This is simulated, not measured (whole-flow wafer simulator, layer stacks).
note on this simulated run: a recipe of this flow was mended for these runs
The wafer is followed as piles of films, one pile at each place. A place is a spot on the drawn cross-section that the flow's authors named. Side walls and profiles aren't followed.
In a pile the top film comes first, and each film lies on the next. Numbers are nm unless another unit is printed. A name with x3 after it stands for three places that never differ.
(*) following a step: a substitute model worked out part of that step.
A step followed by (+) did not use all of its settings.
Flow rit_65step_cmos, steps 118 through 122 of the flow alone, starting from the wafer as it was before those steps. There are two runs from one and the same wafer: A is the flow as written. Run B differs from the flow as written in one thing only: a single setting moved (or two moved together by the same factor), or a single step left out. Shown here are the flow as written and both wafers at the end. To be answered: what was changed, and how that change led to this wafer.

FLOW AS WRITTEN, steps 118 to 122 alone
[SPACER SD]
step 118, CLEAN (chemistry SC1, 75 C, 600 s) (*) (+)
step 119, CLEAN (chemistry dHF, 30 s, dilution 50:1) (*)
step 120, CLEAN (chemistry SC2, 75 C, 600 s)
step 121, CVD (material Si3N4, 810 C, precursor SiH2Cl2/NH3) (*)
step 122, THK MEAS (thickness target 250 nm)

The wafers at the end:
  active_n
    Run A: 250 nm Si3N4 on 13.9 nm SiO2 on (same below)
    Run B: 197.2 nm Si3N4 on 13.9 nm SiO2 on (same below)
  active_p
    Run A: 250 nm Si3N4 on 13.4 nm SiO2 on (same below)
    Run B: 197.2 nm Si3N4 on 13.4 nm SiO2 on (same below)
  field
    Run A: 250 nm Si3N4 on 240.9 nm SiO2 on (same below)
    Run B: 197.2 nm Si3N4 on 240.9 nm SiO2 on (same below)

Cause: step 121, CVD: 792 C was run, whereas the flow has 810 C.

The path from the change to this, step by step:
  step 121, CVD (material Si3N4, 810 C, precursor SiH2Cl2/NH3) (*)
      field, field_pw, field_nw and 11 more: A Si3N4 gains 250 (new film) | B Si3N4 gains 197.2 (new film)
